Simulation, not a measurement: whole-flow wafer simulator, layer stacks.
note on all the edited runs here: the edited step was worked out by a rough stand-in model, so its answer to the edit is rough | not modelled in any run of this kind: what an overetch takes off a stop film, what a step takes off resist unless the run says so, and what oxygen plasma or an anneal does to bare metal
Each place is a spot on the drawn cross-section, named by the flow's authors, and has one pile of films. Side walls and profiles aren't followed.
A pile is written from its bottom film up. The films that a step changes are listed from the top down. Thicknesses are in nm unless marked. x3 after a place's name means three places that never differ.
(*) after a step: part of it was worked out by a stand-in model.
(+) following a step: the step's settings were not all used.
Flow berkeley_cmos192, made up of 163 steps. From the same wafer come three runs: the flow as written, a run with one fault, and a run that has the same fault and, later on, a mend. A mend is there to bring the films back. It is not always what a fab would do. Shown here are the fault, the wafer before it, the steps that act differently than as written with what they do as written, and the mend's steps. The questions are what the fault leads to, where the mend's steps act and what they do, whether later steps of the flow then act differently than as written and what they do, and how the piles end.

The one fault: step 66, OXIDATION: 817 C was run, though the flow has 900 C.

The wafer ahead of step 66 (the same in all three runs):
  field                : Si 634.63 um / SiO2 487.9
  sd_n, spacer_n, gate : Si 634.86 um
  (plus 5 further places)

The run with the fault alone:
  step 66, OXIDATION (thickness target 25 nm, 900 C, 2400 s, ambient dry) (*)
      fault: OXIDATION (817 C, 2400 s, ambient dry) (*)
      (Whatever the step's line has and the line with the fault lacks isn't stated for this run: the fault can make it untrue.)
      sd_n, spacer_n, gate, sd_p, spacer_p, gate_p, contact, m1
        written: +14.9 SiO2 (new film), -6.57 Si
        fault: +6.27 SiO2 (new film), -2.76 Si
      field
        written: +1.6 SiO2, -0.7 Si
        fault: +0.32 SiO2, -0.14 Si
  Steps further on in the flow that do not act as written (40 other steps are not shown; they differ only slightly, by no more than 2% or 0.5 nm, whichever is larger):
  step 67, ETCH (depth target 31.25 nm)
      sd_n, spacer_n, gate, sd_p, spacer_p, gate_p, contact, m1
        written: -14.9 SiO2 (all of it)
        fault: -6.27 SiO2 (all of it)
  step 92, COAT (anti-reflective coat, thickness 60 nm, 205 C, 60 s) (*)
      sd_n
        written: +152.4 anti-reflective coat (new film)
        fault: +149.1 anti-reflective coat (new film)
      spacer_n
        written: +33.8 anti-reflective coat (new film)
        fault: +34.9 anti-reflective coat (new film)
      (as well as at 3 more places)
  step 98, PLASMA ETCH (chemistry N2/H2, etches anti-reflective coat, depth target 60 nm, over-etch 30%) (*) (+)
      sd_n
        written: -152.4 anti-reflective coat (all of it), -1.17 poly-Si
        fault: -149.1 anti-reflective coat (all of it), -1.15 poly-Si
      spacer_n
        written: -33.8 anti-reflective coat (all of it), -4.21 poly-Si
        fault: -34.9 anti-reflective coat (all of it), -4.07 poly-Si
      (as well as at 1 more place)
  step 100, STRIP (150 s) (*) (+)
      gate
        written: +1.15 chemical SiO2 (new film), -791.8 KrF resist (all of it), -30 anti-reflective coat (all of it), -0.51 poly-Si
        fault: +1.15 chemical SiO2 (new film), -788 KrF resist (all of it), -31.3 anti-reflective coat (all of it), -0.51 poly-Si
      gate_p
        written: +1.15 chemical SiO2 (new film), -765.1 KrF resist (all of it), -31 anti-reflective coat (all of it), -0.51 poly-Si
        fault: +1.15 chemical SiO2 (new film), -762.6 KrF resist (all of it), -31.9 anti-reflective coat (all of it), -0.51 poly-Si
  The piles end only slightly different from the flow's at the places that both follow, by no more than 2% or 0.5 nm, whichever is larger.

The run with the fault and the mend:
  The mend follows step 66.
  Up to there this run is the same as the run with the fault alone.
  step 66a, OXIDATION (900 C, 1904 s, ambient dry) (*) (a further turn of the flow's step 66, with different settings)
      sd_n, spacer_n, gate, sd_p, spacer_p, gate_p, contact, m1
        +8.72 SiO2, -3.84 Si
      field
        +1.27 SiO2, -0.56 Si
  Every later step of the flow that is run acts as written, at every place that is followed, to within 2% or 0.5 nm, whichever is larger.
  By the end, the piles equal the flow's at every place that both follow.
